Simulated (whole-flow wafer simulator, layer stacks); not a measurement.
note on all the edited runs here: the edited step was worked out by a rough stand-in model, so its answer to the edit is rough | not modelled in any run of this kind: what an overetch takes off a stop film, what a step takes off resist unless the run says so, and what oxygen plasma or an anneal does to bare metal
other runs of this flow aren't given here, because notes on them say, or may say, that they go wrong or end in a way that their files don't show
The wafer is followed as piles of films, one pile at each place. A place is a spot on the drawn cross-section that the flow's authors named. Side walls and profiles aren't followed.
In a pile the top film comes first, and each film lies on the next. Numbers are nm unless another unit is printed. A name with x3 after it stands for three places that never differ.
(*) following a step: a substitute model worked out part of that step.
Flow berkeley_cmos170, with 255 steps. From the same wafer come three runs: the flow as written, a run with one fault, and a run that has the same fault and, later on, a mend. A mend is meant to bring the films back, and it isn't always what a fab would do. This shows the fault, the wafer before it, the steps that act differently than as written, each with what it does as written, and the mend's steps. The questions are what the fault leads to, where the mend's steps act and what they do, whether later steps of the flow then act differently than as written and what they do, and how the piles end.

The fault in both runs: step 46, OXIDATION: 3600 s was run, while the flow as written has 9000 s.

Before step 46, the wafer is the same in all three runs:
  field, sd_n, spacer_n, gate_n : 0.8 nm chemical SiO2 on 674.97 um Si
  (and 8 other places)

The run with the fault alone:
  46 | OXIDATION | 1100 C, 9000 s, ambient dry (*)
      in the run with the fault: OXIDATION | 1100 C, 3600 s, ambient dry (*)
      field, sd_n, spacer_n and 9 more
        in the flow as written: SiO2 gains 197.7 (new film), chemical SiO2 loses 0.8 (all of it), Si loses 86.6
        in the run with the fault: SiO2 gains 112.5 (new film), chemical SiO2 loses 0.8 (all of it), Si loses 49.2
  Steps later in the flow that act otherwise than as written:
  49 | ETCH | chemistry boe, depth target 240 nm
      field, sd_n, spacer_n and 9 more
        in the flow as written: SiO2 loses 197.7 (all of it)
        in the run with the fault: SiO2 loses 112.5 (all of it)
  When the end is reached, the piles differ only a little from the flow's at the places that both follow, at most by 2% or 0.5 nm, whichever is larger.

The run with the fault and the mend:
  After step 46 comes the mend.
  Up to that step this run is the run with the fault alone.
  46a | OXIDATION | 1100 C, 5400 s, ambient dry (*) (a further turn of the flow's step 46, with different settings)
      field, sd_n, spacer_n and 9 more
        SiO2 gains 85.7, Si loses 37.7
  Every later step of the flow that is run acts as written, at every place that is followed, to within 2% or 0.5 nm, whichever is larger.
  When the end is reached, the piles differ only a little from the flow's at the places that both follow, at most by 2% or 0.5 nm, whichever is larger.
